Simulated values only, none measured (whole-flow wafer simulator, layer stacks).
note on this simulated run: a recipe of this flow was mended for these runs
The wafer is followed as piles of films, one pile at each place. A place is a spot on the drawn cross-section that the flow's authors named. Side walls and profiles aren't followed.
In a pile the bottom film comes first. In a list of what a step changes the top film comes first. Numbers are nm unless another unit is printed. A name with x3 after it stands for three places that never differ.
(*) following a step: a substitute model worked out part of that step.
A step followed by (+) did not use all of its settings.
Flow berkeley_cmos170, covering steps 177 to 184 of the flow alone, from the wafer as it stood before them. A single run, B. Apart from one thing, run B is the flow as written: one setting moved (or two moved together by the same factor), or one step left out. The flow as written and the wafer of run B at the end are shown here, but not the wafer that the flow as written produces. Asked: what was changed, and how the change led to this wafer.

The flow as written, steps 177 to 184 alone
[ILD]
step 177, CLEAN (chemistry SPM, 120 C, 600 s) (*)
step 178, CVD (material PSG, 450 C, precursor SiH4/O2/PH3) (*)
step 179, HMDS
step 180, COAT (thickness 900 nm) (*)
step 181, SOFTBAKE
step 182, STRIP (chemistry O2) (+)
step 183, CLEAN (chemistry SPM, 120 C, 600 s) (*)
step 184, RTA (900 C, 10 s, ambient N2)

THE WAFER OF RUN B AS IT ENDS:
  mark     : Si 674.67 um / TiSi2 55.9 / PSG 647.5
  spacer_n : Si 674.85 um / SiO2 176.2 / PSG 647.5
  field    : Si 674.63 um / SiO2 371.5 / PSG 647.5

The reason: step 178, CVD: 438 C was run, while the flow as written has 450 C.

How this came from the change, step by step:
  step 178, CVD (material PSG, 450 C, precursor SiH4/O2/PH3) (*)
      field, mark, sd_n and 10 more: PSG gains 647.5 (new film) (as written it would have been: PSG gains 700 (new film))
